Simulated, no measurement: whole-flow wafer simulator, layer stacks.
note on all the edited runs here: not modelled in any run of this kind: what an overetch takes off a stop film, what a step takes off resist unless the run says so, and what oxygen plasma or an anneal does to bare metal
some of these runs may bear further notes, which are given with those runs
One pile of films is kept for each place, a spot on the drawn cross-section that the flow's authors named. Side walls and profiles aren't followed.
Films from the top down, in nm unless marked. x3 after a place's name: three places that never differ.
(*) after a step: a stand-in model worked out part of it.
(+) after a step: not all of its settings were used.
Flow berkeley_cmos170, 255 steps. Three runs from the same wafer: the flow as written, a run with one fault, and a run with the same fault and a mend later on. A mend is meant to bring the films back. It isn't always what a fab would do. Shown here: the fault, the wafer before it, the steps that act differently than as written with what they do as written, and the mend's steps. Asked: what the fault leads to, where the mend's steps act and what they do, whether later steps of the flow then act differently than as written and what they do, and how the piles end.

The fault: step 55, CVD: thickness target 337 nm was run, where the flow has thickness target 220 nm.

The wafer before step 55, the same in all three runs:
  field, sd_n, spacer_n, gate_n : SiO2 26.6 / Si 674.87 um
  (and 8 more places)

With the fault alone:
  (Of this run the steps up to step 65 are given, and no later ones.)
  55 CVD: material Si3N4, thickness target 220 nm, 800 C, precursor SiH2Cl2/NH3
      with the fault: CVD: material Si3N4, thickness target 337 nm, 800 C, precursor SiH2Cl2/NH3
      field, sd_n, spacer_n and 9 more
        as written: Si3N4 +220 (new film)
        with the fault: Si3N4 +337 (new film)
  Later steps of the flow that act differently than as written:
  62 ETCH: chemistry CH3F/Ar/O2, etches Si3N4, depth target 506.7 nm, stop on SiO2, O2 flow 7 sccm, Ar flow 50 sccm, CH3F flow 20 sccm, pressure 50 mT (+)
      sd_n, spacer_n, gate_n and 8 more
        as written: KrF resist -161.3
        with the fault: KrF resist -239.3
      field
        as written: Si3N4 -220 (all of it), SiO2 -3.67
        with the fault: Si3N4 -337 (all of it), SiO2 -3.67
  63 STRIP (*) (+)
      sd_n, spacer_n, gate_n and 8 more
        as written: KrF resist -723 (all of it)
        with the fault: KrF resist -645 (all of it)
  After step 65 the piles differ from the flow's by more than 2% or 0.5 nm, whichever is larger, at sd_n, spacer_n, gate_n and 8 more.
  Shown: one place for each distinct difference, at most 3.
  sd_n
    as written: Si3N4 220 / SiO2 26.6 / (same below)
    with the fault: Si3N4 337 / SiO2 26.6 / (same below)

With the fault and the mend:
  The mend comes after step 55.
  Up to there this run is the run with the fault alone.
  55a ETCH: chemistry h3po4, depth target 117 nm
      field, sd_n, spacer_n and 9 more
        Si3N4 -117
  No later step of the flow acts differently than as written at any place that is followed.
  At the end the piles are the same as the flow's at every place that both follow.
